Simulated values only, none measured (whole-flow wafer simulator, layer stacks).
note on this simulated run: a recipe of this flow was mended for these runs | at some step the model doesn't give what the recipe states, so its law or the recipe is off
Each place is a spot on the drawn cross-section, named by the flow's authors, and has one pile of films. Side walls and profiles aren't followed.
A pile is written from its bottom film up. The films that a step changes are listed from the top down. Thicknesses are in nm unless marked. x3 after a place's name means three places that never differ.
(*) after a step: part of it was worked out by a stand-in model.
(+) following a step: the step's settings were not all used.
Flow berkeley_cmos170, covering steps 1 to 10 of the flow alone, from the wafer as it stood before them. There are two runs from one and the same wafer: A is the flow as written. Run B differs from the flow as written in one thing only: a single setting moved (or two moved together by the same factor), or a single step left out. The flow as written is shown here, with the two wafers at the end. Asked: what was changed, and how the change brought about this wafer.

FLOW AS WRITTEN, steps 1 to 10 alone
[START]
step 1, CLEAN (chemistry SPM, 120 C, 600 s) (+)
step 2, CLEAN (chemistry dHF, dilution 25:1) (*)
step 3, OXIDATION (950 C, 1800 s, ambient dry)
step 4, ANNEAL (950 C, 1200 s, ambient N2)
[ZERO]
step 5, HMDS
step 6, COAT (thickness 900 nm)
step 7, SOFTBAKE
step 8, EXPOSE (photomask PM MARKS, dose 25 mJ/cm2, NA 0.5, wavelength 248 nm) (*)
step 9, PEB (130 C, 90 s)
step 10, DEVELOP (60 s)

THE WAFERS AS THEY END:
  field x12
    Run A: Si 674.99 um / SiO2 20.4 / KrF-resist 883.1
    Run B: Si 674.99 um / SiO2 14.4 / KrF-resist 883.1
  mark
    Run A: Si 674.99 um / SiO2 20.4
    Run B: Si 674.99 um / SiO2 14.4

Cause: step 3, OXIDATION: 915 C was run, whereas the flow has 950 C.

Step by step, how the change led to this:
  step 3, OXIDATION (950 C, 1800 s, ambient dry)
      field x12, mark: A +20.4 SiO2 (new film), -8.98 Si | B +14.4 SiO2 (new film), -6.34 Si
